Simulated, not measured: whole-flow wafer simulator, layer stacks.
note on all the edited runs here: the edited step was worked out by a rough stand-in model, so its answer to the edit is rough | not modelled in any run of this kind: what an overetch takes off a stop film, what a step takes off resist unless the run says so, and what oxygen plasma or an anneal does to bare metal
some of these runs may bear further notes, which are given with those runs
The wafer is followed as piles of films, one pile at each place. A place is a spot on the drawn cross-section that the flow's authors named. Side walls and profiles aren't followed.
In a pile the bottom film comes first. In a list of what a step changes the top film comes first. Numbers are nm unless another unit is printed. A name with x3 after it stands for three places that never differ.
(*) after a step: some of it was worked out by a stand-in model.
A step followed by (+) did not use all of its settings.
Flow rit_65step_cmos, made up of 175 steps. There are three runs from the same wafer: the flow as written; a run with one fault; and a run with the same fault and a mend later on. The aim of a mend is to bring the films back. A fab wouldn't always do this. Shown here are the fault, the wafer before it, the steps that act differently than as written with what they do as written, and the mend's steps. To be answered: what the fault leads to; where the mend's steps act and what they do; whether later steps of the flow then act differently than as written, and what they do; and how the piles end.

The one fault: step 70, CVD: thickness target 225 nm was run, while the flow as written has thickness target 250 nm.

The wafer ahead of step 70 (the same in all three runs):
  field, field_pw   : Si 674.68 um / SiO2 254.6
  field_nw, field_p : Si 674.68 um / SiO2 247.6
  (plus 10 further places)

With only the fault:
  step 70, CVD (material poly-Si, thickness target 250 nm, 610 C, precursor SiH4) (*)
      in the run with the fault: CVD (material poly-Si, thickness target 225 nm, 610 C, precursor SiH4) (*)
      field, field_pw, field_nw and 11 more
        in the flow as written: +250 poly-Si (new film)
        in the run with the fault: +225 poly-Si (new film)
  Steps later in the flow that act otherwise than as written (not shown: 24 more steps that differ only slightly, by at most 2% or 0.5 nm, whichever is larger):
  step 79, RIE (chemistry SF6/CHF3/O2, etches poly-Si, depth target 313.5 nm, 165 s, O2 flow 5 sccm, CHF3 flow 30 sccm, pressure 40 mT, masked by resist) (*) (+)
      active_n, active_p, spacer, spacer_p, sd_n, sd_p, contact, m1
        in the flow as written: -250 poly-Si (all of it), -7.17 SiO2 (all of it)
        in the run with the fault: -225 poly-Si (all of it), -7.17 SiO2 (all of it)
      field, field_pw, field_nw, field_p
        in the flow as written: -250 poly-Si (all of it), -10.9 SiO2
        in the run with the fault: -225 poly-Si (all of it), -15.3 SiO2
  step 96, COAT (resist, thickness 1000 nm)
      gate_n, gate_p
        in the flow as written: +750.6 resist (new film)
        in the run with the fault: +773.6 resist (new film)
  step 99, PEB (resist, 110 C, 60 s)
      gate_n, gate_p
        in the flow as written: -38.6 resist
        in the run with the fault: -39.8 resist
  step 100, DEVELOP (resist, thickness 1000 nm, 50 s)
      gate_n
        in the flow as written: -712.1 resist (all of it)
        in the run with the fault: -733.8 resist (all of it)
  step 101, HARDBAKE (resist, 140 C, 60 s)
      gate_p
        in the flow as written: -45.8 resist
        in the run with the fault: -47.4 resist
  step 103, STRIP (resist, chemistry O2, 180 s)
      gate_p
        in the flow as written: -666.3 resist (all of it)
        in the run with the fault: -686.4 resist (all of it)
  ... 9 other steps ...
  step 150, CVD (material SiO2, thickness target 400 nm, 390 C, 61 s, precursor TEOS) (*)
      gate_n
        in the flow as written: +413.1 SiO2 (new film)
        in the run with the fault: +400 SiO2 (new film)
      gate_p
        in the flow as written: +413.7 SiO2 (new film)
        in the run with the fault: +400 SiO2 (new film)
  By the end, the piles at gate_n, gate_p depart from the flow's by more than 2% or 0.5 nm, whichever is larger.
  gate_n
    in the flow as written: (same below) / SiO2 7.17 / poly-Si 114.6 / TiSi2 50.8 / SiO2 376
    in the run with the fault: (same below) / SiO2 7.17 / poly-Si 84.8 / TiSi2 55.9 / SiO2 363.4
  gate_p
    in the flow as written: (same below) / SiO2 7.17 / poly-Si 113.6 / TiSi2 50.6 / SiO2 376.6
    in the run with the fault: (same below) / SiO2 7.17 / poly-Si 83.6 / TiSi2 55.9 / SiO2 363.4

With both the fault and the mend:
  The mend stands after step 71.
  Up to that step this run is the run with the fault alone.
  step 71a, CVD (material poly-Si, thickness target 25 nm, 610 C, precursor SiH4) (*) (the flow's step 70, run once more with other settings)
      field, field_pw, field_nw and 11 more
        +25 poly-Si
  None of the later steps of the flow acts differently than as written at any place that is followed.
  By the end, the piles equal the flow's at every place that both follow.
